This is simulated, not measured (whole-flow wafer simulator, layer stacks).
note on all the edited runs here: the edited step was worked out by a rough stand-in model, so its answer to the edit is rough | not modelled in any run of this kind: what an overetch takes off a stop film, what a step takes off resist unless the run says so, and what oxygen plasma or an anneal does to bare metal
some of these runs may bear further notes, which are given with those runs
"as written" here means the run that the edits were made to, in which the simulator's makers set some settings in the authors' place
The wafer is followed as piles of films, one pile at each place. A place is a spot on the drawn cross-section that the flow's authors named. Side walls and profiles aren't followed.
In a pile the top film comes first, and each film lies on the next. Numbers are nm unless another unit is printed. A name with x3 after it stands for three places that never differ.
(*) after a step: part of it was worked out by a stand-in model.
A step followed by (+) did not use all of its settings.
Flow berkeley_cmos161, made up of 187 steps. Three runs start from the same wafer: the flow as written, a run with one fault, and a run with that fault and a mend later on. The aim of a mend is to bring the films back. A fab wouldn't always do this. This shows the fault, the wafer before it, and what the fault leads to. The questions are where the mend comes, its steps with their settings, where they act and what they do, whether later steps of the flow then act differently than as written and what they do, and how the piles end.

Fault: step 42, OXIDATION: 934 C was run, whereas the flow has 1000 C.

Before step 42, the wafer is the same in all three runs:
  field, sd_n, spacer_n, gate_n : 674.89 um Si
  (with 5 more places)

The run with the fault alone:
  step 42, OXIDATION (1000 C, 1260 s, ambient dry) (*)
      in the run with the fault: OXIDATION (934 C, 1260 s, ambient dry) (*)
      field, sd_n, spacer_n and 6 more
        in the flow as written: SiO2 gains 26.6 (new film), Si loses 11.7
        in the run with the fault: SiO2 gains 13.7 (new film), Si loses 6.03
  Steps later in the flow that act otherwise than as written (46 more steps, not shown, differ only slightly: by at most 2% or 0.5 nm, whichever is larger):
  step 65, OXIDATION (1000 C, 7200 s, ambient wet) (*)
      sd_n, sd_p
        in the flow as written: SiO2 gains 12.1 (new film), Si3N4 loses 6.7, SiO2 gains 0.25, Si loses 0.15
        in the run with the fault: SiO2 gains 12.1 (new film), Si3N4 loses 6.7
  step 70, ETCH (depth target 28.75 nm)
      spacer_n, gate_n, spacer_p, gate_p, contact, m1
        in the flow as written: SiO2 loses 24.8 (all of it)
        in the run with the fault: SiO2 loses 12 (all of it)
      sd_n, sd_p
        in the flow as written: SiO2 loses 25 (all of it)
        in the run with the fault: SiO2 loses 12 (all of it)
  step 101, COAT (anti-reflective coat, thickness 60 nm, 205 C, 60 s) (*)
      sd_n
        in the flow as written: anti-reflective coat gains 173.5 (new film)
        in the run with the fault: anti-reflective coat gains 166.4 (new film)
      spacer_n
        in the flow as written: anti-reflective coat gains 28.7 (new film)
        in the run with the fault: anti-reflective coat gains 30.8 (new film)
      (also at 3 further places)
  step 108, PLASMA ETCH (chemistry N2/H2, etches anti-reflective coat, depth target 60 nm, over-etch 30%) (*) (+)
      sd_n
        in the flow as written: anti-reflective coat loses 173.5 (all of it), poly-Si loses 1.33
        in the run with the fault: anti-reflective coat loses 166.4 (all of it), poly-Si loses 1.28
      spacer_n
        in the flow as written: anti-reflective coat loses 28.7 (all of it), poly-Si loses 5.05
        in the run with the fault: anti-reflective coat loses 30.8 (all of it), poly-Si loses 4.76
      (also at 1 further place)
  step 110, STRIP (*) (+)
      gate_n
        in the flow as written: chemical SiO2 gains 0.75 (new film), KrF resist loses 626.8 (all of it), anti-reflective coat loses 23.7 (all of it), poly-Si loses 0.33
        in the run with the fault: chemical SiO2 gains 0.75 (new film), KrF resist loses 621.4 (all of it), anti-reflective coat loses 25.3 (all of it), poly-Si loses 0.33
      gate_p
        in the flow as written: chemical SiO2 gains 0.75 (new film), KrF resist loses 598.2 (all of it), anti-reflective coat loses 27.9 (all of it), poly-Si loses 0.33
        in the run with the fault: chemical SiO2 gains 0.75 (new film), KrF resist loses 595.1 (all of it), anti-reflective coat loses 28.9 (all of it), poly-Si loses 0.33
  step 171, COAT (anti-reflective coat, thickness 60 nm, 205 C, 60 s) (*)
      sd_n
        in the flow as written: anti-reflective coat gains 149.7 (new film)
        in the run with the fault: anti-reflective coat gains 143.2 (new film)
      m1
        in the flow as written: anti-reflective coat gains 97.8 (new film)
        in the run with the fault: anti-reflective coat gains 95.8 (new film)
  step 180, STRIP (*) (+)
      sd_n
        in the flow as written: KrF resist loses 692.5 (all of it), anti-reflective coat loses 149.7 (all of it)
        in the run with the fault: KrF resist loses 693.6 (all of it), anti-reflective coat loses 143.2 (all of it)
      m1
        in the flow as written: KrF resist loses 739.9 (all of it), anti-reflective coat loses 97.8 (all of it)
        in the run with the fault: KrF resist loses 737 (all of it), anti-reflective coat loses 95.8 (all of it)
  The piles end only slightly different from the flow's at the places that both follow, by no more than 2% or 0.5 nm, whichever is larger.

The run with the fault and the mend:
  The mend follows step 43.
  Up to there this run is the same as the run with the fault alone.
  step 43a, OXIDATION (1000 C, 760 s, ambient dry) (*) (the flow's step 42, run once more with other settings)
      field, sd_n, spacer_n and 6 more
        SiO2 gains 12.9, Si loses 5.66
  Later steps of the flow that are run all act as written at every place that is followed, up to a difference of at most 2% or 0.5 nm, whichever is larger.
  At every place that both follow, the piles at the end match the flow's.
